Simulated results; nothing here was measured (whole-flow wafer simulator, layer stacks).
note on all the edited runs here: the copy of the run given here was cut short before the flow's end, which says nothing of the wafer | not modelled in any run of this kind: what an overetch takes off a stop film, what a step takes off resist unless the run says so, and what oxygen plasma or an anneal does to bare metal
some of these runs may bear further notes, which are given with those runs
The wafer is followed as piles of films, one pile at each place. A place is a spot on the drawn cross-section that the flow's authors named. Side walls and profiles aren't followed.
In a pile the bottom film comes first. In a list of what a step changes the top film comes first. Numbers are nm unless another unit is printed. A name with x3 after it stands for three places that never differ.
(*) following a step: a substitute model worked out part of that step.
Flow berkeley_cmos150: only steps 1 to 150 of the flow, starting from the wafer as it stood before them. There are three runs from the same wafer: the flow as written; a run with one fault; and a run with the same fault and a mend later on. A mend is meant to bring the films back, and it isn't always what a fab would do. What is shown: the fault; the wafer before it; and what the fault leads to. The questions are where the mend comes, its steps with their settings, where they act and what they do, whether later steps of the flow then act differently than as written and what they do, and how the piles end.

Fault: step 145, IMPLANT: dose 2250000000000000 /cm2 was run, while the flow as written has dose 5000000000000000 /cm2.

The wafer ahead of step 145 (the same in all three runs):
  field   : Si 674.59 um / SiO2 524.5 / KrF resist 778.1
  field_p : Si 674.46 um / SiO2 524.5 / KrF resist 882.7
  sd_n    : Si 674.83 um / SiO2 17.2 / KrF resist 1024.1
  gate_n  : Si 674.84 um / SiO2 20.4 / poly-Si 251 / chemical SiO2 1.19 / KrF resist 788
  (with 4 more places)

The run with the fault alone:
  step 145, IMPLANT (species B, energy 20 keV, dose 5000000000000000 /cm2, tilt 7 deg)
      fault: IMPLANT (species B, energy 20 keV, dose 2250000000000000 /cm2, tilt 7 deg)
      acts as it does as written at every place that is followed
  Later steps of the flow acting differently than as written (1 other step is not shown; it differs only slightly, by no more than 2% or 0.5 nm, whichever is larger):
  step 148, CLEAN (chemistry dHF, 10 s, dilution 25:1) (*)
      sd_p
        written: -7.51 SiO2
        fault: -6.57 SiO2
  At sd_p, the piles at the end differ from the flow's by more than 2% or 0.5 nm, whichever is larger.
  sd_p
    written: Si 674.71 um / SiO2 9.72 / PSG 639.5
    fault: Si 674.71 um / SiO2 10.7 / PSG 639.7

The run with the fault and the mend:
  The mend follows step 145.
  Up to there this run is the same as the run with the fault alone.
  step 145a, IMPLANT (species B, energy 20 keV, dose 2750000000000000 /cm2, tilt 7 deg) (the flow's step 145, run once more with other settings)
      leaves every film unchanged at each place that is followed
  Later steps of the flow that are run all act as written at every place that is followed.
  At every place that both follow, the piles at the end match the flow's.
